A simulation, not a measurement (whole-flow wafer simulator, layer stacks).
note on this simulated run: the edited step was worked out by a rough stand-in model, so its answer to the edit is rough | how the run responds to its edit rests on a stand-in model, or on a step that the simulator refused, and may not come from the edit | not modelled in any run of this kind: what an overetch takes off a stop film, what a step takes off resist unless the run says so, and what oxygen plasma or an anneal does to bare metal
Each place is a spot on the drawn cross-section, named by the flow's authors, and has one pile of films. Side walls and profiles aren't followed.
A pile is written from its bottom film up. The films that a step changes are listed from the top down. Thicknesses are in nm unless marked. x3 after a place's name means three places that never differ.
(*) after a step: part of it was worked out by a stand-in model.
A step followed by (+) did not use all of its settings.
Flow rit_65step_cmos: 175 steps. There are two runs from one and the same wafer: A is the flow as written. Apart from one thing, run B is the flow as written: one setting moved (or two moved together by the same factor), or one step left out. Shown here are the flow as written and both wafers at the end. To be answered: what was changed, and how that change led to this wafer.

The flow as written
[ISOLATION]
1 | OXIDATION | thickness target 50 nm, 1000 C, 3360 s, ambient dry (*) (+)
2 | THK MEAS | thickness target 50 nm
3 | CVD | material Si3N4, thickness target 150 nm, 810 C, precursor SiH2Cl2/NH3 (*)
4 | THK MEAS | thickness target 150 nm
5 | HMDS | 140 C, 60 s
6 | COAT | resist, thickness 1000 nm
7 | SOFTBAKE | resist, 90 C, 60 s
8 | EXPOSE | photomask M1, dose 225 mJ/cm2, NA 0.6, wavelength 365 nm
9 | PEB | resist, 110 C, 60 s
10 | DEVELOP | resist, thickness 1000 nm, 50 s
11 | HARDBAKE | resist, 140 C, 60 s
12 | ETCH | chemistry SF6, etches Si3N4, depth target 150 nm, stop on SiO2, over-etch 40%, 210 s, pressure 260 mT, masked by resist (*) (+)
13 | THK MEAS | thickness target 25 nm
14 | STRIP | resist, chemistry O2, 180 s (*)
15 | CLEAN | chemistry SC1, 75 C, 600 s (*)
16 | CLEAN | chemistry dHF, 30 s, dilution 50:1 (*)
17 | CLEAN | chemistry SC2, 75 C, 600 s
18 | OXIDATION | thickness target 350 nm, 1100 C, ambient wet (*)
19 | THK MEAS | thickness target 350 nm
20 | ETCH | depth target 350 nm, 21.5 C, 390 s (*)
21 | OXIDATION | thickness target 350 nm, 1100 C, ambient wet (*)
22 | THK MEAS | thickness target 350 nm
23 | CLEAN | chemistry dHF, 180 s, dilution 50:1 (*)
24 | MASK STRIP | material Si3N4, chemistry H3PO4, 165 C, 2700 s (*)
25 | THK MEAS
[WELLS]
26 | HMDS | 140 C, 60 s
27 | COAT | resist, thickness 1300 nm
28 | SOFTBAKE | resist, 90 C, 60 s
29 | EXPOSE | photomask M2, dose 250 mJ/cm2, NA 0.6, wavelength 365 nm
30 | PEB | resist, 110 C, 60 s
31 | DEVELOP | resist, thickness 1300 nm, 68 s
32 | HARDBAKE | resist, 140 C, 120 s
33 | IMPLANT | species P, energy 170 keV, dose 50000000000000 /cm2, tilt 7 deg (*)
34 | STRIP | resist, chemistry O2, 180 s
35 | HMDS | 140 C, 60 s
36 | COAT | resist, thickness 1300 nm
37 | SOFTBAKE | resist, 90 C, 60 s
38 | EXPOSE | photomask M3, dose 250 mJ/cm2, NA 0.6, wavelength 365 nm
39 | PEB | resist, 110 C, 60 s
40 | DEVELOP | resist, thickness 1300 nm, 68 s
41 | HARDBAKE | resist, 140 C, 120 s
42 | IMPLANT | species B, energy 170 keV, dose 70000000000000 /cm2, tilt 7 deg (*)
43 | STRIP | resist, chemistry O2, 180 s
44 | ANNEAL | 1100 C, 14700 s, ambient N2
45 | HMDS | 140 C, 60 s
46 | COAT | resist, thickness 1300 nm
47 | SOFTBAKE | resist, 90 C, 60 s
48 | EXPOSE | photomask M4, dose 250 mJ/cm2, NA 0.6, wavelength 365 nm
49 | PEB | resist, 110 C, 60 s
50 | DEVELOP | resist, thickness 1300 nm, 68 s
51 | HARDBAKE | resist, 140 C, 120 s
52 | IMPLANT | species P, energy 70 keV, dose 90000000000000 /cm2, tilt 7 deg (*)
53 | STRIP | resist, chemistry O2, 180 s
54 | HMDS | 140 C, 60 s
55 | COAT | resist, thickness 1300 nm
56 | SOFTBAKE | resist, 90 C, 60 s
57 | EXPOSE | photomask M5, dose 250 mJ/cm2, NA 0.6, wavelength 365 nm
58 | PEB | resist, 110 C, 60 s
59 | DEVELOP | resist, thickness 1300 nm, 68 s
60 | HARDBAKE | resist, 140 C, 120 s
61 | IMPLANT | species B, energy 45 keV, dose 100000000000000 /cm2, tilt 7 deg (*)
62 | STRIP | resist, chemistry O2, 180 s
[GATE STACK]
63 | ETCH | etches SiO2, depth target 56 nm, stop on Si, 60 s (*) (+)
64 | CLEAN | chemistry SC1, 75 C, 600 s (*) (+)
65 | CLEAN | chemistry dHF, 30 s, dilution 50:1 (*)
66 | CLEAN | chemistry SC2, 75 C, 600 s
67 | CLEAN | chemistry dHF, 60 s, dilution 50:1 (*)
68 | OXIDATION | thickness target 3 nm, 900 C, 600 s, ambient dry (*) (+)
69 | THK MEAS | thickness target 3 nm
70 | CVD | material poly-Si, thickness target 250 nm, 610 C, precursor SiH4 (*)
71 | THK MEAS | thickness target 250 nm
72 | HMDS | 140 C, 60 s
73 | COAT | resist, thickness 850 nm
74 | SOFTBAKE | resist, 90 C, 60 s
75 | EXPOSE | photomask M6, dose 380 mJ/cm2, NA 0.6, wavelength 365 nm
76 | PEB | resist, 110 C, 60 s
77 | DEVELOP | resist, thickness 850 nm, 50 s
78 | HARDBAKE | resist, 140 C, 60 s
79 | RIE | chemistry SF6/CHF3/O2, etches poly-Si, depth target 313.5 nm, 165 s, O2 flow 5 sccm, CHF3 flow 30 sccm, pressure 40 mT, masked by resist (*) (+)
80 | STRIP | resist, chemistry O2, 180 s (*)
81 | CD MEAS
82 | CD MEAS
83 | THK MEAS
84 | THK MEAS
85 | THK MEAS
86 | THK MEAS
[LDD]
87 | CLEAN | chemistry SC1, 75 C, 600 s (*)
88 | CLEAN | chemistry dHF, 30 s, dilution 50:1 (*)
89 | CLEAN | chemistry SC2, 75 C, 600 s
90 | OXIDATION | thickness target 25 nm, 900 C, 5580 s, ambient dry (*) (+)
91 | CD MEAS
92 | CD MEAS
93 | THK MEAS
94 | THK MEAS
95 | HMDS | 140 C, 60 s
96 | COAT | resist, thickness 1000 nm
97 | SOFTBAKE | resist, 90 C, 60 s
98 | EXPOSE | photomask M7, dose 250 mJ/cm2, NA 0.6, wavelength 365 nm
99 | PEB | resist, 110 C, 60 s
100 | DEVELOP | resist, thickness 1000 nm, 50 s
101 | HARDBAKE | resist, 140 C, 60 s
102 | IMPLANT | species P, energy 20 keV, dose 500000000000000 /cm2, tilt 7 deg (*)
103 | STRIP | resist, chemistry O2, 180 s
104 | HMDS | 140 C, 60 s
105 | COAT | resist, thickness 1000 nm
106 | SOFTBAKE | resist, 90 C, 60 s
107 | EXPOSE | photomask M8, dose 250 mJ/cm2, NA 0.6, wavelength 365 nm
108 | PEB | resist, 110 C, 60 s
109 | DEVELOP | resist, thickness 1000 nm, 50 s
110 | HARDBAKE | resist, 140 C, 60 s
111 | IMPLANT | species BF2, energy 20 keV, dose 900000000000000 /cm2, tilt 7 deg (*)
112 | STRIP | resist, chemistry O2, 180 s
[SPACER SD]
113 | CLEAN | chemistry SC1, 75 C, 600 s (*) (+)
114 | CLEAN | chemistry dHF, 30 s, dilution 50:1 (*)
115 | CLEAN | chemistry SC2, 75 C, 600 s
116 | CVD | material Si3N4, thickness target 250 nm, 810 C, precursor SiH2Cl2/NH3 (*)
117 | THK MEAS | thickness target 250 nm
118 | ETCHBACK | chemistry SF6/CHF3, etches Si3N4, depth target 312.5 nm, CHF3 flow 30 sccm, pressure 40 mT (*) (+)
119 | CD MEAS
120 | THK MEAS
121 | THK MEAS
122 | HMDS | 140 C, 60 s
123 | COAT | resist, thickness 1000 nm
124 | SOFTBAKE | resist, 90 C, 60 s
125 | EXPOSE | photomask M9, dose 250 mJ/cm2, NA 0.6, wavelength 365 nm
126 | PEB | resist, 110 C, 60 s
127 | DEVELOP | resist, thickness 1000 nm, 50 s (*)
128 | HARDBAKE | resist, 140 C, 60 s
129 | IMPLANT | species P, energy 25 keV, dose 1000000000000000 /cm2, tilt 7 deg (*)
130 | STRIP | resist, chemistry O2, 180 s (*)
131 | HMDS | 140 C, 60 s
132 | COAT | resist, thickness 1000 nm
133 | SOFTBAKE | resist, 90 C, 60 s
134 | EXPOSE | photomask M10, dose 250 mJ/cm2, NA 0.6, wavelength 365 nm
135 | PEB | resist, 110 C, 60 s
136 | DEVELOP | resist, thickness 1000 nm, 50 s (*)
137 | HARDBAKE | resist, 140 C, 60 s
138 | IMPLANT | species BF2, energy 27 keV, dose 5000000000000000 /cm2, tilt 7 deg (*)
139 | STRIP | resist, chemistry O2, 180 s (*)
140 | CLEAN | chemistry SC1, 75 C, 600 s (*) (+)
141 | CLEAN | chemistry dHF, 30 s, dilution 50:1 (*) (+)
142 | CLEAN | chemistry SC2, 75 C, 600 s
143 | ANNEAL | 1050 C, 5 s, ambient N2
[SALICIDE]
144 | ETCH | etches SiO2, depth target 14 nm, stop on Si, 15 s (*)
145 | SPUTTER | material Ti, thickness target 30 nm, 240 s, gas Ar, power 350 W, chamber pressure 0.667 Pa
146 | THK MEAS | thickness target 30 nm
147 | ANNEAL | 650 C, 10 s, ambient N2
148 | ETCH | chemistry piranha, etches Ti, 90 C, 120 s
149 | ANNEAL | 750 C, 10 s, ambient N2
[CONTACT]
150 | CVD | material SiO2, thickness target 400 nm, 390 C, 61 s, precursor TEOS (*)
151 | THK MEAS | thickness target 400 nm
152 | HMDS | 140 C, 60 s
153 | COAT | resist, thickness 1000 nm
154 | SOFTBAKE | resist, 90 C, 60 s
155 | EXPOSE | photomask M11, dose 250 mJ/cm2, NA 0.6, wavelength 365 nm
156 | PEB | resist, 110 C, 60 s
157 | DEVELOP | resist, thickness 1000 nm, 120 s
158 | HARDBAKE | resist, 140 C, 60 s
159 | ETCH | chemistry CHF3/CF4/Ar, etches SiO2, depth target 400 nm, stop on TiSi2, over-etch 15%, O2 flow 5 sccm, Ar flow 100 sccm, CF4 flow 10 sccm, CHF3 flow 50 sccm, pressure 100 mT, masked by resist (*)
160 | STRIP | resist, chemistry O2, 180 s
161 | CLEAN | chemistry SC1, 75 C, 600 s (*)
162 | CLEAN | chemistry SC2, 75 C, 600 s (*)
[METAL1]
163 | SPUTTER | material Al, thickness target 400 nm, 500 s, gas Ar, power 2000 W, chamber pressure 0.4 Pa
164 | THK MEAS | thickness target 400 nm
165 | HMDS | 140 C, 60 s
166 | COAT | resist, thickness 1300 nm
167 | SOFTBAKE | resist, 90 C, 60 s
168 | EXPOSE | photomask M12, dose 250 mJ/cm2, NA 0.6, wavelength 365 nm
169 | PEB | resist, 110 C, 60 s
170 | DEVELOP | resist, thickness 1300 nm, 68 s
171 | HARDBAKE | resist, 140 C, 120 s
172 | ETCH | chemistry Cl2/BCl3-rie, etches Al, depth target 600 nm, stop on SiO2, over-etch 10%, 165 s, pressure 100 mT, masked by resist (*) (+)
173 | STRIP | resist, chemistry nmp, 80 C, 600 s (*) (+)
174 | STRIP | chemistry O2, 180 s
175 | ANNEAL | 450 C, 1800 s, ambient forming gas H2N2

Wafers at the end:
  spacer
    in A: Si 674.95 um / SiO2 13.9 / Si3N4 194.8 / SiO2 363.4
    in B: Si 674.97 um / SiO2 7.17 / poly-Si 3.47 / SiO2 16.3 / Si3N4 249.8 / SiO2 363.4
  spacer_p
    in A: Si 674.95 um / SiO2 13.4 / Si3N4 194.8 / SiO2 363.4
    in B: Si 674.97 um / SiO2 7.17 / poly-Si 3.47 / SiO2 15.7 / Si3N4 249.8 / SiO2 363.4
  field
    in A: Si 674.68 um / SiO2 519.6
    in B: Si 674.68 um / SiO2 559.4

The reason: step 70, CVD: thickness target 334 nm was run, whereas the flow has thickness target 250 nm.

The path from the change to this, step by step:
  70 | CVD | material poly-Si, thickness target 250 nm, 610 C, precursor SiH4 (*)
      field, field_pw, field_nw and 11 more: A poly-Si gains 250 (new film) | B poly-Si gains 334 (new film)
  79 | RIE | chemistry SF6/CHF3/O2, etches poly-Si, depth target 313.5 nm, 165 s, O2 flow 5 sccm, CHF3 flow 30 sccm, pressure 40 mT, masked by resist (*) (+)
      active_n, active_p, spacer, spacer_p, sd_n, sd_p, contact, m1: A poly-Si loses 250 (all of it), SiO2 loses 7.17 (all of it) | B poly-Si loses 313.5
      field, field_pw, field_nw, field_p: A poly-Si loses 250 (all of it), SiO2 loses 10.9 | B poly-Si loses 313.5
  80 | STRIP | resist, chemistry O2, 180 s (*)
      active_n, active_p, spacer, spacer_p, sd_n, sd_p, contact, m1: A chemical SiO2 gains 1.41 (new film), Si loses 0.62 | B chemical SiO2 gains 1.41 (new film), poly-Si loses 0.62
      field, field_pw, field_nw, field_p: A nothing | B chemical SiO2 gains 1.41 (new film), poly-Si loses 0.62
  87 | CLEAN | chemistry SC1, 75 C, 600 s (*)
      active_n, active_p, spacer, spacer_p, sd_n, sd_p, contact, m1: A chemical SiO2 loses 0.81, Si loses 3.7 | B chemical SiO2 loses 0.81, poly-Si loses 3.7
      field, field_pw, field_nw, field_p: A SiO2 loses 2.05 | B chemical SiO2 loses 0.81, poly-Si loses 3.7
  88 | CLEAN | chemistry dHF, 30 s, dilution 50:1 (*)
      field, field_pw, field_nw, field_p: A SiO2 loses 2.78 | B chemical SiO2 loses 0.6 (all of it)
  90 | OXIDATION | thickness target 25 nm, 900 C, 5580 s, ambient dry (*) (+)
      active_n, active_p, spacer, spacer_p, sd_n, sd_p, contact, m1: A SiO2 gains 26.5 (new film), chemical SiO2 loses 0.4 (all of it), Si loses 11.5 | B SiO2 gains 28.9 (new film), chemical SiO2 loses 0.4 (all of it), poly-Si loses 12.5
      field, field_pw: A SiO2 gains 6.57, Si loses 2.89 | B SiO2 gains 28.9 (new film), chemical SiO2 loses 0.4 (all of it), poly-Si loses 12.5
      (also at 2 further places)
  96 | COAT | resist, thickness 1000 nm
      gate_n, gate_p: A resist gains 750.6 (new film) | B resist gains 701.1 (new film)
  99 | PEB | resist, 110 C, 60 s
      gate_n, gate_p: A resist loses 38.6 | B resist loses 35.9
  100 | DEVELOP | resist, thickness 1000 nm, 50 s
      gate_n: A resist loses 712.1 (all of it) | B resist loses 665.2 (all of it)
  101 | HARDBAKE | resist, 140 C, 60 s
      gate_p: A resist loses 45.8 | B resist loses 42.3
  103 | STRIP | resist, chemistry O2, 180 s
      gate_p: A resist loses 666.3 (all of it) | B resist loses 622.8 (all of it)
  105 | COAT | resist, thickness 1000 nm
      gate_n, gate_p: A resist gains 750.6 (new film) | B resist gains 701.1 (new film)
  108 | PEB | resist, 110 C, 60 s
      gate_n, gate_p: A resist loses 38.6 | B resist loses 35.9
  109 | DEVELOP | resist, thickness 1000 nm, 50 s
      gate_p: A resist loses 712.1 (all of it) | B resist loses 665.1 (all of it)
  110 | HARDBAKE | resist, 140 C, 60 s
      gate_n: A resist loses 45.8 | B resist loses 42.3
  112 | STRIP | resist, chemistry O2, 180 s
      gate_n: A resist loses 666.3 (all of it) | B resist loses 622.9 (all of it)
  ... 17 other steps ...
  170 | DEVELOP | resist, thickness 1300 nm, 68 s
      gate_n: A resist loses 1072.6 (all of it) | B resist loses 1029.2 (all of it)
      gate_p: A resist loses 1076.3 (all of it) | B resist loses 1032.9 (all of it)
      (also at 2 further places)
